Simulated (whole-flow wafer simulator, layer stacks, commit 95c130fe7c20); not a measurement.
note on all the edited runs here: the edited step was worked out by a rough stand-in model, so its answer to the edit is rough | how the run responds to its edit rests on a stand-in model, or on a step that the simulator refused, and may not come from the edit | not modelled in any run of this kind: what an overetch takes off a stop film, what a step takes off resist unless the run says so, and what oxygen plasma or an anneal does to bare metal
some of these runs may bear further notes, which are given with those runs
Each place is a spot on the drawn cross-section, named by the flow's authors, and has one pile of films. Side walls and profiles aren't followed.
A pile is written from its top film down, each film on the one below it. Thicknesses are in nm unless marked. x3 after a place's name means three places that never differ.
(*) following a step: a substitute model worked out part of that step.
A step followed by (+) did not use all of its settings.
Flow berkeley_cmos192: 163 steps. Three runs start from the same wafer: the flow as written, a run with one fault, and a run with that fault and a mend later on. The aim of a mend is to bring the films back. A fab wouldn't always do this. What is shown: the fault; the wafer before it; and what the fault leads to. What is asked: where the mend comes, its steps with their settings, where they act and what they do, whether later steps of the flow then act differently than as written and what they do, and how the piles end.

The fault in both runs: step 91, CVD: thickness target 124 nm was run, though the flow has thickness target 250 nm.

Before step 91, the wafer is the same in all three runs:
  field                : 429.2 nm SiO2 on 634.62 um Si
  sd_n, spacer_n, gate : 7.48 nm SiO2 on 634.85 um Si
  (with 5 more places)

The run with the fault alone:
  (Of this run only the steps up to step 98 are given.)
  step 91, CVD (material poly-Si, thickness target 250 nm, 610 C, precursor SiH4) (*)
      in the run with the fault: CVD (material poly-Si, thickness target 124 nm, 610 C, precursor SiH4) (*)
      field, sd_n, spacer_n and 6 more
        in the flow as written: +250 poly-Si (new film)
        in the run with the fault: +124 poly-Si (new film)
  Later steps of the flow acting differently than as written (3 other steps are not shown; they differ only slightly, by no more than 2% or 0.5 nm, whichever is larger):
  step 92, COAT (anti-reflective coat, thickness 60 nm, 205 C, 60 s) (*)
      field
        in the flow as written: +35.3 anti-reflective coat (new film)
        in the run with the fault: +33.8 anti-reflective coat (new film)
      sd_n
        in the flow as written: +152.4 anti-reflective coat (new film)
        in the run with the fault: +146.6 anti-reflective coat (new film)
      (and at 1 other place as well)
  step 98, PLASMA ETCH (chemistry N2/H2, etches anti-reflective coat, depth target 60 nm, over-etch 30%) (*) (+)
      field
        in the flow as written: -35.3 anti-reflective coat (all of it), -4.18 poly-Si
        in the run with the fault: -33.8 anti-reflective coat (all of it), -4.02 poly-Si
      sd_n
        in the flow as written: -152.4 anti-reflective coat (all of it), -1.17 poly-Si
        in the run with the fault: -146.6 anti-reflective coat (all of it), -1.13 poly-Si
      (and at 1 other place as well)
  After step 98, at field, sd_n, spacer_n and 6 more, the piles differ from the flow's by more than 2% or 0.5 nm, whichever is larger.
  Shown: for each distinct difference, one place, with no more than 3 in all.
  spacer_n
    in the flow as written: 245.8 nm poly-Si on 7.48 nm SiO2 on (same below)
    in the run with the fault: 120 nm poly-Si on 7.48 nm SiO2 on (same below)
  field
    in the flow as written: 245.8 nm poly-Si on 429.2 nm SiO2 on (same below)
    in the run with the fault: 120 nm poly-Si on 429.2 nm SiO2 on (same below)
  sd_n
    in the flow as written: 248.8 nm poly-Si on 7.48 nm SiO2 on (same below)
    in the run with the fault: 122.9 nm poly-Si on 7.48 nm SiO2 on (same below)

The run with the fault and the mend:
  The mend follows step 91.
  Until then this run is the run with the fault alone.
  step 91a, CVD (material poly-Si, thickness target 126 nm, 610 C, precursor SiH4) (*) (the flow's step 91 again, with other settings)
      field, sd_n, spacer_n and 6 more
        +126 poly-Si
  Later steps of the flow that are run all act as written at every place that is followed, up to a difference of at most 2% or 0.5 nm, whichever is larger.
  At every place that both follow, the piles at the end match the flow's.
